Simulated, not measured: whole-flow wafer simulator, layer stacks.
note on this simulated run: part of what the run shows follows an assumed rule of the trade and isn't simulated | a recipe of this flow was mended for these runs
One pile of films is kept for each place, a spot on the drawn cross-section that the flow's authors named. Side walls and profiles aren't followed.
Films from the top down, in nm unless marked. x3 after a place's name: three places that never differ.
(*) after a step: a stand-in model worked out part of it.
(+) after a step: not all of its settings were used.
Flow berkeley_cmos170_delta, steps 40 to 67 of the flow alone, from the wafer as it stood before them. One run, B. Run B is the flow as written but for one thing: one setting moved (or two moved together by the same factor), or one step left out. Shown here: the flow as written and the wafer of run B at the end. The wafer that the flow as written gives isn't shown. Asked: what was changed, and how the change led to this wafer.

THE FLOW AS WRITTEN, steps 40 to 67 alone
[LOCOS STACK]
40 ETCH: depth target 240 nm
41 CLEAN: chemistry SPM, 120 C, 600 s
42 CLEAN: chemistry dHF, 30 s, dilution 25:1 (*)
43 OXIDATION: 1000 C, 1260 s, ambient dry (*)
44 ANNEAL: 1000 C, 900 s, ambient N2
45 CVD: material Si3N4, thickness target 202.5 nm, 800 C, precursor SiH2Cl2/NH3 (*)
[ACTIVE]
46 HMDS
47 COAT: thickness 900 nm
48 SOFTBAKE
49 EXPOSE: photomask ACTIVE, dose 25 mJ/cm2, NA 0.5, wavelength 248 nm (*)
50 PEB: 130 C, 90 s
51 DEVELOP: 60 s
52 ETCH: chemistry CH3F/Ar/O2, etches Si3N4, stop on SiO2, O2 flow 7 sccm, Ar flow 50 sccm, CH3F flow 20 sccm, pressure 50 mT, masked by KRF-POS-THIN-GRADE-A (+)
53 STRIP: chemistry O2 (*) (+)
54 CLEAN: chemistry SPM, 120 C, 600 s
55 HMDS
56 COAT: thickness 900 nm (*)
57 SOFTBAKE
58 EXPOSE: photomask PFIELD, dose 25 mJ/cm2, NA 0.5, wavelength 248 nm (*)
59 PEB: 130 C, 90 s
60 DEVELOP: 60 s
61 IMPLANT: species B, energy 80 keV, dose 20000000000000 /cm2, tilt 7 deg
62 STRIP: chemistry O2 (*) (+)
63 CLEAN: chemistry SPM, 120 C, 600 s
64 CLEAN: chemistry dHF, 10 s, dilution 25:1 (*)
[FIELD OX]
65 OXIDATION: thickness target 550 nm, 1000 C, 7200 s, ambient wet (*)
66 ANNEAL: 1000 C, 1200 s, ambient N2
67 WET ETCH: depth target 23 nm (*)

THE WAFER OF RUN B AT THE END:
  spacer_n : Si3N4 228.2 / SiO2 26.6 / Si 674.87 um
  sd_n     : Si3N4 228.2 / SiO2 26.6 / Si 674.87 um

The cause: step 45, CVD: 812 C was run, where the flow has 800 C.

How the change led to this, step by step:
  45 CVD: material Si3N4, thickness target 202.5 nm, 800 C, precursor SiH2Cl2/NH3 (*)
      field, sd_n, spacer_n and 6 more: Si3N4 +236 (new film) (as written it would be: Si3N4 +202.5 (new film))
  52 ETCH: chemistry CH3F/Ar/O2, etches Si3N4, stop on SiO2, O2 flow 7 sccm, Ar flow 50 sccm, CH3F flow 20 sccm, pressure 50 mT, masked by KRF-POS-THIN-GRADE-A (+)
      sd_n, spacer_n, gate, sd_p, spacer_p, gate_p, contact, m1: KrF-resist -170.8 (as written it would be: KrF-resist -148.5)
      field: Si3N4 -236 (all of it), SiO2 -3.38 (as written it would be: Si3N4 -202.5 (all of it), SiO2 -3.38)
  53 STRIP: chemistry O2 (*) (+)
      sd_n, spacer_n, gate, sd_p, spacer_p, gate_p, contact, m1: KrF-resist -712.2 (all of it) (as written it would be: KrF-resist -734.6 (all of it))
  56 COAT: thickness 900 nm (*)
      sd_n: KrF-resist +777.3 (new film) (as written it would be: KrF-resist +794.3 (new film))
      m1: KrF-resist +779.7 (new film) (as written it would be: KrF-resist +795.9 (new film))
  62 STRIP: chemistry O2 (*) (+)
      sd_n: KrF-resist -760.7 (all of it) (as written it would be: KrF-resist -777.7 (all of it))
      m1: KrF-resist -763.1 (all of it) (as written it would be: KrF-resist -779.3 (all of it))
  65 OXIDATION: thickness target 550 nm, 1000 C, 7200 s, ambient wet (*)
      sd_n, sd_p: SiO2 +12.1 (new film), Si3N4 -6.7 (as written it would be: SiO2 +12.1 (new film), Si3N4 -6.7, SiO2 +0.15, Si -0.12)
